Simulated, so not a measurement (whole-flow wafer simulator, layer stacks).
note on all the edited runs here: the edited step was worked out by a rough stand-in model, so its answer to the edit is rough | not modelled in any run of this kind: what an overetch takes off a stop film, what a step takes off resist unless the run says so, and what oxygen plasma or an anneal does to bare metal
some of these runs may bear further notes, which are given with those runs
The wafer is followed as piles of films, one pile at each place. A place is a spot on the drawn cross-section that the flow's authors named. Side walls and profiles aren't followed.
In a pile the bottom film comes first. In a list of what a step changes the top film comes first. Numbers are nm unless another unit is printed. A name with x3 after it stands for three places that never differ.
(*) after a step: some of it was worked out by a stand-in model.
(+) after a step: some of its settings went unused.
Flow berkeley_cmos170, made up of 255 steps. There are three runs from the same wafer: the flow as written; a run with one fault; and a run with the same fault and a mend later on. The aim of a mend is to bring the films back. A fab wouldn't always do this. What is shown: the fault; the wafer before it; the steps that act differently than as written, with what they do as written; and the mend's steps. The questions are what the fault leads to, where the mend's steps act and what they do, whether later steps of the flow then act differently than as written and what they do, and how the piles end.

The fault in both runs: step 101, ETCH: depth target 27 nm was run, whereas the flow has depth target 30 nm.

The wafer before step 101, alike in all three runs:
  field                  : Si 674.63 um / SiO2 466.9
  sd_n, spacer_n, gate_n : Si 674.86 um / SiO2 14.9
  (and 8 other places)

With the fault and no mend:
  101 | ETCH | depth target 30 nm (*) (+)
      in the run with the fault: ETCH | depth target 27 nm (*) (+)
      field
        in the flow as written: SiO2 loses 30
        in the run with the fault: SiO2 loses 27
  Later steps of the flow acting differently than as written (40 more steps, not shown, differ only slightly: by at most 2% or 0.5 nm, whichever is larger):
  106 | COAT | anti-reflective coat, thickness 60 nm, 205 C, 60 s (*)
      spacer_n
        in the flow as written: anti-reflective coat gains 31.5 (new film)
        in the run with the fault: anti-reflective coat gains 30.8 (new film)
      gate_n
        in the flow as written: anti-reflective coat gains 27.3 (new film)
        in the run with the fault: anti-reflective coat gains 26.6 (new film)
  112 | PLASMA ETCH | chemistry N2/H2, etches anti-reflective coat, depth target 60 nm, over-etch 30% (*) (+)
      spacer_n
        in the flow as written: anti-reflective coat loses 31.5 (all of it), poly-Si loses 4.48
        in the run with the fault: anti-reflective coat loses 30.8 (all of it), poly-Si loses 4.56
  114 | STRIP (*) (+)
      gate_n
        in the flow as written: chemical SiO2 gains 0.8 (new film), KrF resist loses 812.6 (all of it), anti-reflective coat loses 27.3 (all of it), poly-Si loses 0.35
        in the run with the fault: chemical SiO2 gains 0.8 (new film), KrF resist loses 814.9 (all of it), anti-reflective coat loses 26.6 (all of it), poly-Si loses 0.35
  When the end is reached, the piles differ only a little from the flow's at the places that both follow, at most by 2% or 0.5 nm, whichever is larger.

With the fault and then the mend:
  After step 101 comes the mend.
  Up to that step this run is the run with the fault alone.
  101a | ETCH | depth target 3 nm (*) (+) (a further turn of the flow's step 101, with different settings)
      field
        SiO2 loses 3
  None of the later steps of the flow acts differently than as written at any place that is followed.
  The piles end the same as the flow's at every place that both follow.
